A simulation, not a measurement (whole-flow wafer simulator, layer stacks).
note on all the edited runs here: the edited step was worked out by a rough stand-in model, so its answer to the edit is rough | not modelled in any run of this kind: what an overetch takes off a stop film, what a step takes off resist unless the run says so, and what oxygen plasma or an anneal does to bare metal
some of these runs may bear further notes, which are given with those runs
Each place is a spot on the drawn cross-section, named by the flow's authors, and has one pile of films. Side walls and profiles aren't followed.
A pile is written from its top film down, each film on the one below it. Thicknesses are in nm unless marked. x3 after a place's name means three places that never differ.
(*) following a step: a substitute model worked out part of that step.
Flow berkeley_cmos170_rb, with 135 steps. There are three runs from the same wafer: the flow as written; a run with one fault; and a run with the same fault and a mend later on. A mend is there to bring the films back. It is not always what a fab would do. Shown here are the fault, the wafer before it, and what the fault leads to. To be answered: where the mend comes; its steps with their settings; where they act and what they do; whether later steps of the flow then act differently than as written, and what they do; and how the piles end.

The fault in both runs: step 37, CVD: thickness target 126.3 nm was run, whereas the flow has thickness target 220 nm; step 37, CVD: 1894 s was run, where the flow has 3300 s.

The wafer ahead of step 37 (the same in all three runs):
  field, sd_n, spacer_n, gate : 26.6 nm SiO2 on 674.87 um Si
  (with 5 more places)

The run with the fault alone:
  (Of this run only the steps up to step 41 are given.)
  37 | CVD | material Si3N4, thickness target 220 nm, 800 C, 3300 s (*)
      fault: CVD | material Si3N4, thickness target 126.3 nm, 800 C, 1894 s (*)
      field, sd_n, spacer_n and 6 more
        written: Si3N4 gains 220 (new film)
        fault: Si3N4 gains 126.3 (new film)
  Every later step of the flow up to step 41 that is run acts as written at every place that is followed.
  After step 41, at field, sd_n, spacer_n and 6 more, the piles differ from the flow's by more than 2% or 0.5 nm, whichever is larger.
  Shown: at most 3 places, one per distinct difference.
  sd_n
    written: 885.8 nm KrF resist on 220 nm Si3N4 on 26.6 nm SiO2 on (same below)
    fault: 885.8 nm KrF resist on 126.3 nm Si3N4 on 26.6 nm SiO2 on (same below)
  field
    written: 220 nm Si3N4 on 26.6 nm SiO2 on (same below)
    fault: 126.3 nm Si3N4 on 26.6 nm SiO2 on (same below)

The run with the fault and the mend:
  The mend stands after step 37.
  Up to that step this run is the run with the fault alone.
  37a | ETCH | chemistry h3po4, depth target 144.8 nm (the flow's step 30 again, with other settings)
      field, sd_n, spacer_n and 6 more
        Si3N4 loses 126.3 (all of it)
  37b | CLEAN (*)
      leaves every film unchanged at each place that is followed
  37c | CVD | material Si3N4, thickness target 220 nm, 800 C, 3300 s (*) (the flow's step 37 again)
      field, sd_n, spacer_n and 6 more
        Si3N4 gains 220 (new film)
  Every later step of the flow that is run acts as written at every place that is followed.
  At every place that both follow, the piles at the end match the flow's.
